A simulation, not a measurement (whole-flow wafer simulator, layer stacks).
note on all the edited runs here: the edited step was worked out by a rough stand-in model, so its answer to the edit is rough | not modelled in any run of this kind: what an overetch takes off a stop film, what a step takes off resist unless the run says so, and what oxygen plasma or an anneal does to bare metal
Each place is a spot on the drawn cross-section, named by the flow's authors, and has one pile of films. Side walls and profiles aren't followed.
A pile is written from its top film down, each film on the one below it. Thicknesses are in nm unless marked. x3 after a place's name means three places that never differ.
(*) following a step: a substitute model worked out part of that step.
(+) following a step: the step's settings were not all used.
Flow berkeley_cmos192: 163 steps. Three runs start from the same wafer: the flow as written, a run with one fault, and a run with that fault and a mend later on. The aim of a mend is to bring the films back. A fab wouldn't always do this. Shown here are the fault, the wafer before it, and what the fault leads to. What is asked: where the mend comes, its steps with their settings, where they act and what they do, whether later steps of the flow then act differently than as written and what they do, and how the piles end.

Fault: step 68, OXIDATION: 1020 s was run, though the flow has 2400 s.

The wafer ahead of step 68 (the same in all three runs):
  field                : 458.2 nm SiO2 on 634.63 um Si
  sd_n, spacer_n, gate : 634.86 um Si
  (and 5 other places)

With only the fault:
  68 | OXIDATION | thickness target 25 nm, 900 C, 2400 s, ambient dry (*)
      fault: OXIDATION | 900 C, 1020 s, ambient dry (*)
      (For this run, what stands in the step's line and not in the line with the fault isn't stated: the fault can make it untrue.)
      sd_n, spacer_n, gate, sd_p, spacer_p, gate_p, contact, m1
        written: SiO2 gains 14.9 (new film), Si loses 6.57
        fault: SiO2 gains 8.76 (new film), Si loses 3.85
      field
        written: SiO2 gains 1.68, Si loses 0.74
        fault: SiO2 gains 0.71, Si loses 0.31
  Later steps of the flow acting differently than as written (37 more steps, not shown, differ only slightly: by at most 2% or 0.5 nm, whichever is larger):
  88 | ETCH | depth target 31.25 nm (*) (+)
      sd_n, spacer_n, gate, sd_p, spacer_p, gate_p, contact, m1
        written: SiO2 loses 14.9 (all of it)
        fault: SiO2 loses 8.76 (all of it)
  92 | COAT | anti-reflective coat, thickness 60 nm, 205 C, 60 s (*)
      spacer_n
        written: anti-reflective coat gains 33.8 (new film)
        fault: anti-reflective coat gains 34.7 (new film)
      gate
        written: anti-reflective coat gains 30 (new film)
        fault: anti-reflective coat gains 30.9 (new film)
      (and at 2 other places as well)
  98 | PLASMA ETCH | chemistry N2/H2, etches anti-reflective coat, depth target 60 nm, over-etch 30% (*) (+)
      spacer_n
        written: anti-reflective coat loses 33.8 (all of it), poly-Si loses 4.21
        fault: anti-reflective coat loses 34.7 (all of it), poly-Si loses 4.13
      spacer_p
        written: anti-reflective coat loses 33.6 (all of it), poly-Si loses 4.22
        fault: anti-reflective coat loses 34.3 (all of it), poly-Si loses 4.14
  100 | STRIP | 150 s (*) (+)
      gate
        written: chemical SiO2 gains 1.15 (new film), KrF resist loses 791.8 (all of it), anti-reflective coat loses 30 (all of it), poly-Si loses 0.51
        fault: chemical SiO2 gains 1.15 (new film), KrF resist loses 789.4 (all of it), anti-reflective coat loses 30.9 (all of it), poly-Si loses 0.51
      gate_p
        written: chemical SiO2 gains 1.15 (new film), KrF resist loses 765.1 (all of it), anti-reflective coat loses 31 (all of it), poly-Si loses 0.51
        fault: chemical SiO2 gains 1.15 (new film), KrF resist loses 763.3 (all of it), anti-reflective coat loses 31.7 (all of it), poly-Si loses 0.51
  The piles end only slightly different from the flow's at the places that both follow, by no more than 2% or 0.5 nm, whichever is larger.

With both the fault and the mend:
  The mend stands after step 69.
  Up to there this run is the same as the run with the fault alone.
  69a | OXIDATION | 900 C, 1313 s, ambient dry (*) (the flow's step 68, run once more with other settings)
      sd_n, spacer_n, gate, sd_p, spacer_p, gate_p, contact, m1
        SiO2 gains 6.13, Si loses 2.7
      field
        SiO2 gains 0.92, Si loses 0.4
  None of the later steps of the flow differs from how it acts as written, at any place that is followed, by more than 2% or 0.5 nm, whichever is larger.
  The piles end only slightly different from the flow's at the places that both follow, by no more than 2% or 0.5 nm, whichever is larger.
